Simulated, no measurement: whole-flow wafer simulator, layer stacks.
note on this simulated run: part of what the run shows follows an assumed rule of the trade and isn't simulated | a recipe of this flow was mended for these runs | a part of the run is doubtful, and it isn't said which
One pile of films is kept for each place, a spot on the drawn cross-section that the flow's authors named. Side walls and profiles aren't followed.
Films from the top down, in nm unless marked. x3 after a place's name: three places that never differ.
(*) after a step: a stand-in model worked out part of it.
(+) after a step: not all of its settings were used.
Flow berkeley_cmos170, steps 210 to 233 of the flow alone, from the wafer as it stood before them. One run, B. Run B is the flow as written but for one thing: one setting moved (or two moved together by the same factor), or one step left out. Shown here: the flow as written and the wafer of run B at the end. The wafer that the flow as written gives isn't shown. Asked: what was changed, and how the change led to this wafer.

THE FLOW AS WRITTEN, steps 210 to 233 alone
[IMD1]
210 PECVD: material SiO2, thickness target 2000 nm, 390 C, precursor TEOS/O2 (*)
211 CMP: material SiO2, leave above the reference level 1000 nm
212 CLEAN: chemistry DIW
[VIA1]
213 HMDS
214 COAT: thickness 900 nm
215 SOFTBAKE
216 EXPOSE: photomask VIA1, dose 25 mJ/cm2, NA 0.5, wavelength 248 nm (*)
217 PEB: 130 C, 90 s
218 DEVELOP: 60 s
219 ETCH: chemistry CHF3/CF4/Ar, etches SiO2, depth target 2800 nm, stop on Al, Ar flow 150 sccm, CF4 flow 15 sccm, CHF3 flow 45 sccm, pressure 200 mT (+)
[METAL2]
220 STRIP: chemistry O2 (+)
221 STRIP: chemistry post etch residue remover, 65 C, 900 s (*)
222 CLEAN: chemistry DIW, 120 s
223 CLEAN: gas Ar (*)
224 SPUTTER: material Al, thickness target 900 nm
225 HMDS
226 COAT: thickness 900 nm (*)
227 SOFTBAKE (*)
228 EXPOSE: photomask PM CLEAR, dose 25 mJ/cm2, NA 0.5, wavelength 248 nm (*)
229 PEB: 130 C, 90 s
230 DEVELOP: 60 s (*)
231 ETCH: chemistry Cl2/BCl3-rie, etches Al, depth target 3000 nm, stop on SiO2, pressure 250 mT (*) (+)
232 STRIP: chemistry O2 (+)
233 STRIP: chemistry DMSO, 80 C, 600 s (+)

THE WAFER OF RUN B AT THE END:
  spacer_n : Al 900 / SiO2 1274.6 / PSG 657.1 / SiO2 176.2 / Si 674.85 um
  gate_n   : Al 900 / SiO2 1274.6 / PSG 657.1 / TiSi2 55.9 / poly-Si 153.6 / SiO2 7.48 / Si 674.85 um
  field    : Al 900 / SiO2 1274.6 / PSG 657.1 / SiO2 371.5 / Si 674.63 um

The cause: step 210, PECVD: thickness target 1280 nm was run, where the flow has thickness target 2000 nm; step 231, ETCH: depth target 1920 nm was run, where the flow has depth target 3000 nm.

How the change led to this, step by step:
  210 PECVD: material SiO2, thickness target 2000 nm, 390 C, precursor TEOS/O2 (*)
      field, mark, sd_n and 8 more: SiO2 +1280 (new film) (as written it would be: SiO2 +2000 (new film))
      sd_p: SiO2 +1265.6 (new film) (as written it would be: SiO2 +1975.9 (new film))
      (and at 1 more place)
  211 CMP: material SiO2, leave above the reference level 1000 nm
      spacer_n, spacer_p: nothing (as written it would be: SiO2 -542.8)
      gate_n, gate_p: nothing (as written it would be: SiO2 -583.6)
      (and at 9 more places)
  214 COAT: thickness 900 nm
      sd_n: KrF-resist +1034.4 (new film) (as written it would be: KrF-resist +900 (new film))
      spacer_n: KrF-resist +866.1 (new film) (as written it would be: KrF-resist +900 (new film))
      (and at 9 more places)
  217 PEB: 130 C, 90 s
      contact: KrF-resist -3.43 (as written it would be: KrF-resist -2)
  218 DEVELOP: 60 s
      via1: KrF-resist -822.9 (all of it) (as written it would be: KrF-resist -898 (all of it))
  220 STRIP: chemistry O2 (+)
      sd_n: KrF-resist -741.7 (all of it) (as written it would be: KrF-resist -607.6 (all of it))
      spacer_n: KrF-resist -573.9 (all of it) (as written it would be: KrF-resist -607.6 (all of it))
      (and at 8 more places)
  224 SPUTTER: material Al, thickness target 900 nm
      sd_p: Al +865 (new film) (as written it would be: Al +900 (new film))
      contact: Al +780.8 (new film) (as written it would be: Al +900 (new film))
  226 COAT: thickness 900 nm (*)
      sd_n: KrF-resist +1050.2 (new film) (as written it would be: KrF-resist +897.3 (new film))
      spacer_n: KrF-resist +866.3 (new film) (as written it would be: KrF-resist +899.9 (new film))
      (and at 9 more places)
  229 PEB: 130 C, 90 s
      contact: KrF-resist -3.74 (as written it would be: KrF-resist -1.98)
      via1: KrF-resist -7.02 (as written it would be: KrF-resist -7.55)
  232 STRIP: chemistry O2 (+)
      field: KrF-resist -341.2 (all of it) (as written it would be: KrF-resist -349.7 (all of it))
      sd_n: KrF-resist -499.5 (all of it) (as written it would be: KrF-resist -347 (all of it))
      (and at 10 more places)
